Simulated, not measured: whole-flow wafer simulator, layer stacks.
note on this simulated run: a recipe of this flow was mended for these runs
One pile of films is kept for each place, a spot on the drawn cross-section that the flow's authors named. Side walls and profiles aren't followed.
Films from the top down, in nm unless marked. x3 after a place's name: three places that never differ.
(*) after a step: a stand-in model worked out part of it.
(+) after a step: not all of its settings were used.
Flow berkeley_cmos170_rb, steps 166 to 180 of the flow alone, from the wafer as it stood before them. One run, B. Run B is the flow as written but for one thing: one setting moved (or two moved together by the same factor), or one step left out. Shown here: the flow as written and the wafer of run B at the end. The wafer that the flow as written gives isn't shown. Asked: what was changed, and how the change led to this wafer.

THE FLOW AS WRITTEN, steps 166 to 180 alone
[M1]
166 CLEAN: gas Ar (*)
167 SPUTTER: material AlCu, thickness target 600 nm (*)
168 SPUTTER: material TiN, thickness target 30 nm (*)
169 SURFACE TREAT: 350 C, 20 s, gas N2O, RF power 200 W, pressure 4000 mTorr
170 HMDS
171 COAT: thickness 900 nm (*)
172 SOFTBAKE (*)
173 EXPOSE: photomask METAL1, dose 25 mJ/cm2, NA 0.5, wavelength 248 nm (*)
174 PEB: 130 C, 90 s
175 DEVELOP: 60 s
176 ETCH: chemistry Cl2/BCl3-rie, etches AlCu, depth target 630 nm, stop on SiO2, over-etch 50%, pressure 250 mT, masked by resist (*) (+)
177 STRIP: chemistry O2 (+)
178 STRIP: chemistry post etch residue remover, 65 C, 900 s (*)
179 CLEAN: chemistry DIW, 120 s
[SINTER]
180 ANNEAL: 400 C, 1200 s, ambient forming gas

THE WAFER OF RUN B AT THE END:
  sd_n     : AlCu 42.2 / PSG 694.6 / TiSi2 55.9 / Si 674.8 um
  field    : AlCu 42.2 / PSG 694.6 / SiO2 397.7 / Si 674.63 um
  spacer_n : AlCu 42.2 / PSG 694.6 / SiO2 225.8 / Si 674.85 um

The cause: step 167, SPUTTER: thickness target 960 nm was run, where the flow has thickness target 600 nm.

How the change led to this, step by step:
  167 SPUTTER: material AlCu, thickness target 600 nm (*)
      field, sd_n, spacer_n, gate, spacer_p, gate_p, m1: AlCu +960 (new film) (as written it would be: AlCu +600 (new film))
      sd_p: AlCu +899.2 (new film) (as written it would be: AlCu +549.6 (new film))
      (and at 1 more place)
  168 SPUTTER: material TiN, thickness target 30 nm (*)
      contact: TiN +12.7 (new film) (as written it would be: TiN +16.3 (new film))
  171 COAT: thickness 900 nm (*)
      contact: KrF-resist +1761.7 (new film) (as written it would be: KrF-resist +1612.7 (new film))
  176 ETCH: chemistry Cl2/BCl3-rie, etches AlCu, depth target 630 nm, stop on SiO2, over-etch 50%, pressure 250 mT, masked by resist (*) (+)
      field, sd_n, spacer_n, gate, spacer_p, gate_p: TiN -30 (all of it), AlCu -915 (as written it would be: TiN -30 (all of it), AlCu -600 (all of it), PSG -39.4)
      sd_p: TiN -25.7 (all of it), AlCu -899.2 (all of it), PSG -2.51 (as written it would be: TiN -25.8 (all of it), AlCu -549.6 (all of it), PSG -46.2)
  177 STRIP: chemistry O2 (+)
      contact: KrF-resist -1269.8 (all of it) (as written it would be: KrF-resist -1121.3 (all of it))
  178 STRIP: chemistry post etch residue remover, 65 C, 900 s (*)
      field, sd_n, spacer_n, gate, spacer_p, gate_p: AlCu -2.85 (as written it would be: nothing)
Counting metal films that touch as one body, sd_n has 1 body; the flow as written gives 0 bodies.
Counting metal films that touch as one body, field has 1 body; the flow as written gives 0 bodies.
Counting metal films that touch as one body, spacer_n has 1 body; the flow as written gives 0 bodies.
